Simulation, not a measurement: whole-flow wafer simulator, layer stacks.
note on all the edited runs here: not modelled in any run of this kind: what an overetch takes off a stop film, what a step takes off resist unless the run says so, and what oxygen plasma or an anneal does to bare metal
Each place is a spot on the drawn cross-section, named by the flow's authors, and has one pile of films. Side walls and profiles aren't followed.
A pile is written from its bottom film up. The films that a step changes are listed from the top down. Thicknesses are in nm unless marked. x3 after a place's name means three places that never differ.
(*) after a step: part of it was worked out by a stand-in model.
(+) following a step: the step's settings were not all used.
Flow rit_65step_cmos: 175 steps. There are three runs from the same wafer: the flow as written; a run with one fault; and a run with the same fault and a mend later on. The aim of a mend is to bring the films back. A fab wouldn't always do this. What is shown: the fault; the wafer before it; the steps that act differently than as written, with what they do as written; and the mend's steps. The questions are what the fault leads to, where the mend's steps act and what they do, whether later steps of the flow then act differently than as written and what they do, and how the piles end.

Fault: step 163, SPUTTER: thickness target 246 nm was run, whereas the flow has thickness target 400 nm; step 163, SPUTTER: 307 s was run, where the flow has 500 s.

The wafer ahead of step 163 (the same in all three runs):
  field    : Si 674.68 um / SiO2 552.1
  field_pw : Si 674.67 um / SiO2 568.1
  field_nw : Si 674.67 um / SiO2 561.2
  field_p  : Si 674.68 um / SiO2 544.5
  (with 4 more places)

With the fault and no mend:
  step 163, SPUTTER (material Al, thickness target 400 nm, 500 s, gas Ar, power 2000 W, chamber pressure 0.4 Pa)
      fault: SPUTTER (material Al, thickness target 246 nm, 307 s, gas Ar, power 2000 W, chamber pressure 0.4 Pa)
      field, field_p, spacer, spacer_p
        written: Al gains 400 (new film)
        fault: Al gains 246 (new film)
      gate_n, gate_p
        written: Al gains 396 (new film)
        fault: Al gains 246 (new film)
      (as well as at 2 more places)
  Later steps of the flow acting differently than as written (not shown: 3 more steps that differ only slightly, by at most 2% or 0.5 nm, whichever is larger):
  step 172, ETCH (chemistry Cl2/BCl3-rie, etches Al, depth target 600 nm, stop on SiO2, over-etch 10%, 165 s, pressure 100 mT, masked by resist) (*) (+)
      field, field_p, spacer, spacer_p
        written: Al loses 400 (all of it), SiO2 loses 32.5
        fault: Al loses 246 (all of it), SiO2 loses 51.8
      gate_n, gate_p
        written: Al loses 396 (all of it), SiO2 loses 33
        fault: Al loses 246 (all of it), SiO2 loses 51.8
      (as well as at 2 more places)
  By the end, the piles at field, field_pw, field_nw, field_p, gate_n, gate_p, spacer, spacer_p depart from the flow's by more than 2% or 0.5 nm, whichever is larger.
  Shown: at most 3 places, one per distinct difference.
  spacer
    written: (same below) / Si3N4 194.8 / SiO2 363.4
    fault: (same below) / Si3N4 194.8 / SiO2 344.2
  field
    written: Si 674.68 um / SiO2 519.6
    fault: Si 674.68 um / SiO2 500.4
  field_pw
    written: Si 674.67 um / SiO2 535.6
    fault: Si 674.67 um / SiO2 516.4

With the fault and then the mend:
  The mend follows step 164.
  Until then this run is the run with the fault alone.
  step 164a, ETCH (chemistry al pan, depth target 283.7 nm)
      field, field_p, gate_n, gate_p, spacer, spacer_p
        Al loses 246 (all of it)
      field_pw, field_nw
        Al loses 245.8 (all of it)
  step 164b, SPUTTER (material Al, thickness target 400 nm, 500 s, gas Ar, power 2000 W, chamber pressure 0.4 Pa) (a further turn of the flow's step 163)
      field, field_pw, field_p, spacer, spacer_p
        Al gains 400 (new film)
      gate_n, gate_p
        Al gains 396 (new film)
      field_nw
        Al gains 397.2 (new film)
  Every later step of the flow that is run acts as written at every place that is followed.
  The piles end the same as the flow's at every place that both follow.
